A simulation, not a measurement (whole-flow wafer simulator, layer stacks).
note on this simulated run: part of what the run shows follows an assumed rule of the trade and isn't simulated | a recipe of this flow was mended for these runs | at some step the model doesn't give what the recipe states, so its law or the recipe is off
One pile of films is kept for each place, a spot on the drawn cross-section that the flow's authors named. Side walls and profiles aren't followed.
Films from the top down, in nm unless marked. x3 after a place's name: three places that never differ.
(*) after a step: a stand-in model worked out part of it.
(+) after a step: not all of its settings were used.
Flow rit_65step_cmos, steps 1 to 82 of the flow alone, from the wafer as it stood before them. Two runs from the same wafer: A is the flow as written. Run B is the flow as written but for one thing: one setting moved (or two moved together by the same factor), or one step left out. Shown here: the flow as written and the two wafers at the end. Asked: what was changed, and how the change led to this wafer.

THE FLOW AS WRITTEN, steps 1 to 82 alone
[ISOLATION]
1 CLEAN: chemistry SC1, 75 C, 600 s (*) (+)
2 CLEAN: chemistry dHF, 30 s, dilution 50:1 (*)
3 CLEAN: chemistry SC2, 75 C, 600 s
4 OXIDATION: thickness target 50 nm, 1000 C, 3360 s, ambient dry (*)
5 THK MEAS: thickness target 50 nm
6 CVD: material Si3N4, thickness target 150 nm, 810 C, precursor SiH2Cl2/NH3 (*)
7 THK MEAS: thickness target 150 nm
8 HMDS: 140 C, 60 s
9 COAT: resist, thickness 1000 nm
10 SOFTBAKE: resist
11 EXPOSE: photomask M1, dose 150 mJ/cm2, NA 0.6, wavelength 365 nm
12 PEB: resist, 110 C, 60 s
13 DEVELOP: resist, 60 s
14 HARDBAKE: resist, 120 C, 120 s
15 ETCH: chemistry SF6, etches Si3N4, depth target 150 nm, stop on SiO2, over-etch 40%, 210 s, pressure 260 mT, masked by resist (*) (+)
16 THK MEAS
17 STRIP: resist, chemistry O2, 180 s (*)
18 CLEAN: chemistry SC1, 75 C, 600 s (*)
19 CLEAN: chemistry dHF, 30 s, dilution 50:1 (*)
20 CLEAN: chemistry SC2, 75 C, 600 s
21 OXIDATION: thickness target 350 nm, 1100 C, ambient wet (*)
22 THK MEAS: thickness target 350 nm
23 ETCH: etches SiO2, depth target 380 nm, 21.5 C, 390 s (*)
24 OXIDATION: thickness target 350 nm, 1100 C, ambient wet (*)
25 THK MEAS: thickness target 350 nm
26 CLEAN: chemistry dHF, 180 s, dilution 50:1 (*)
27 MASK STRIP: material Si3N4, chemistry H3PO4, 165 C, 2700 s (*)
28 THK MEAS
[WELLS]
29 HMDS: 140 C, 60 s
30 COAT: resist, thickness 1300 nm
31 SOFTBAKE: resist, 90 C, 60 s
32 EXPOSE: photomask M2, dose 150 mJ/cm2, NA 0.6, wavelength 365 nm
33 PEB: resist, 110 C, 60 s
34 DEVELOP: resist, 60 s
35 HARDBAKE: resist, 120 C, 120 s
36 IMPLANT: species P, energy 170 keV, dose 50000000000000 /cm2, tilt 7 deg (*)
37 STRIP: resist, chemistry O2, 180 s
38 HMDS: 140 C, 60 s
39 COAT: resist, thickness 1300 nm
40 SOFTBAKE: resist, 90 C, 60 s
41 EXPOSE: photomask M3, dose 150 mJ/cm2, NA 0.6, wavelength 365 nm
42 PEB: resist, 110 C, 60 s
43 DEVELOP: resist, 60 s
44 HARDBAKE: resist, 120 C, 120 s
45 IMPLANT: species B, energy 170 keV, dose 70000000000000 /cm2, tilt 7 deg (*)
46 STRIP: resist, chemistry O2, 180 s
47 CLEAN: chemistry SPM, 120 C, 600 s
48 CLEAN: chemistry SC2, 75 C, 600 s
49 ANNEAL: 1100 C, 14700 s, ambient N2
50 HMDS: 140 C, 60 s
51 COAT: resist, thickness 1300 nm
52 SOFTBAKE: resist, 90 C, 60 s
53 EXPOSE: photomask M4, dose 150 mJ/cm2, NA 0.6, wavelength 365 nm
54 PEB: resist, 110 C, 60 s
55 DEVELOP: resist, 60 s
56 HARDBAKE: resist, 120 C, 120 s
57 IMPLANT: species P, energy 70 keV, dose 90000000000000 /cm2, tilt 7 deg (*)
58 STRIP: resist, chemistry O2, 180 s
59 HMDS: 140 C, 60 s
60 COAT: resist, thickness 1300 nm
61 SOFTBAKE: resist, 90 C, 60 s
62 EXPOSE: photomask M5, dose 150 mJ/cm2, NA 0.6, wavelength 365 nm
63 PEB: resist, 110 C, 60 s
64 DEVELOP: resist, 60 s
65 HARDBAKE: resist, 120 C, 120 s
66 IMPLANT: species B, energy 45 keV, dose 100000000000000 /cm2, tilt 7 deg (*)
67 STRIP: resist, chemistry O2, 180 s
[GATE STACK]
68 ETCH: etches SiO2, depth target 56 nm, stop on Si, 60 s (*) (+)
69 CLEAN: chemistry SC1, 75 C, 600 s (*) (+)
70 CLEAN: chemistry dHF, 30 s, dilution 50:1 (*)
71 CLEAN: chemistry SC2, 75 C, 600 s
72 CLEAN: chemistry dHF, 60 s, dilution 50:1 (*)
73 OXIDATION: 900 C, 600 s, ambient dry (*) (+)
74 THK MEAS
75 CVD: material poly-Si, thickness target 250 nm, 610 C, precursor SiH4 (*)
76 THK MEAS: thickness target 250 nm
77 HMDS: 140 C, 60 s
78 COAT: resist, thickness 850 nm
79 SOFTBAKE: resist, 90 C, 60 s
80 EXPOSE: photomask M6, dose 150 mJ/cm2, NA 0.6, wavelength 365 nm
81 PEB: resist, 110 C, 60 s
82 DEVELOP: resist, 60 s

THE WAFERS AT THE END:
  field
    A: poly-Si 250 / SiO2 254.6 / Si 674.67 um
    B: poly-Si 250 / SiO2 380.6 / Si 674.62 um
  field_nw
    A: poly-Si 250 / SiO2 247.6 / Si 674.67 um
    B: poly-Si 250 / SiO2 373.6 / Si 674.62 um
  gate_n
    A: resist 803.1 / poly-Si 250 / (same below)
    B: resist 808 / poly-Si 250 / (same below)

The cause: step 24, OXIDATION: thickness target 476 nm was run, where the flow has thickness target 350 nm.

How the change led to this, step by step:
  24 OXIDATION: thickness target 350 nm, 1100 C, ambient wet (*)
      active_n, active_p, gate_n and 7 more: A SiO2 +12 (new film), Si3N4 -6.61 | B SiO2 +17.8 (new film), Si3N4 -9.81
      field, field_pw, field_nw, field_p: A SiO2 +350 (new film), Si -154 | B SiO2 +476 (new film), Si -209.4
  26 CLEAN: chemistry dHF, 180 s, dilution 50:1 (*)
      active_n, active_p, gate_n and 7 more: A SiO2 -12 (all of it), Si3N4 -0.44 | B SiO2 -16.7
  27 MASK STRIP: material Si3N4, chemistry H3PO4, 165 C, 2700 s (*)
      active_n, active_p, gate_n and 7 more: A Si3N4 -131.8 (all of it), SiO2 -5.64 | B SiO2 -1.1 (all of it), Si3N4 -129.1 (all of it), SiO2 -5.75
  30 COAT: resist, thickness 1300 nm
      field_pw, field_nw: A resist +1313 (new film) | B resist +1274.7 (new film)
      field: A resist +1315.7 (new film) | B resist +1263.8 (new film)
      (and at 1 more place)
  33 PEB: resist, 110 C, 60 s
      field, field_p: A resist -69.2 | B resist -66.5
      field_pw, field_nw: A resist -69.1 | B resist -67
  34 DEVELOP: resist, 60 s
      field_nw: A resist -1243.9 (all of it) | B resist -1207.6 (all of it)
      field_p: A resist -1246.5 (all of it) | B resist -1197.4 (all of it)
  35 HARDBAKE: resist, 120 C, 120 s
      field: A resist -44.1 | B resist -42.4
      field_pw: A resist -44 | B resist -42.7
  37 STRIP: resist, chemistry O2, 180 s
      field: A resist -1202.4 (all of it) | B resist -1154.9 (all of it)
      field_pw: A resist -1199.9 (all of it) | B resist -1164.9 (all of it)
  39 COAT: resist, thickness 1300 nm
      field_pw, field_nw: A resist +1313 (new film) | B resist +1274.7 (new film)
      field: A resist +1315.7 (new film) | B resist +1263.8 (new film)
      (and at 1 more place)
  42 PEB: resist, 110 C, 60 s
      field, field_p: A resist -69.2 | B resist -66.5
      field_pw, field_nw: A resist -69.1 | B resist -67
  43 DEVELOP: resist, 60 s
      field: A resist -1246.5 (all of it) | B resist -1197.3 (all of it)
      field_pw: A resist -1243.9 (all of it) | B resist -1207.6 (all of it)
  44 HARDBAKE: resist, 120 C, 120 s
      field_nw: A resist -44 | B resist -42.7
      field_p: A resist -44.1 | B resist -42.4
  46 STRIP: resist, chemistry O2, 180 s
      field_nw: A resist -1199.9 (all of it) | B resist -1164.9 (all of it)
      field_p: A resist -1202.3 (all of it) | B resist -1155 (all of it)
  51 COAT: resist, thickness 1300 nm
      field_pw, field_nw: A resist +1313 (new film) | B resist +1274.7 (new film)
      field: A resist +1315.7 (new film) | B resist +1263.8 (new film)
      (and at 1 more place)
  54 PEB: resist, 110 C, 60 s
      field, field_p: A resist -69.2 | B resist -66.5
      field_pw, field_nw: A resist -69.1 | B resist -67
  55 DEVELOP: resist, 60 s
      field_nw: A resist -1243.9 (all of it) | B resist -1207.6 (all of it)
      field_p: A resist -1246.5 (all of it) | B resist -1197.4 (all of it)
  ... 9 more steps ...
  82 DEVELOP: resist, 60 s
      field: A resist -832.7 (all of it) | B resist -786.1 (all of it)
      field_pw: A resist -826 (all of it) | B resist -792.4 (all of it)
      (and at 2 more places)
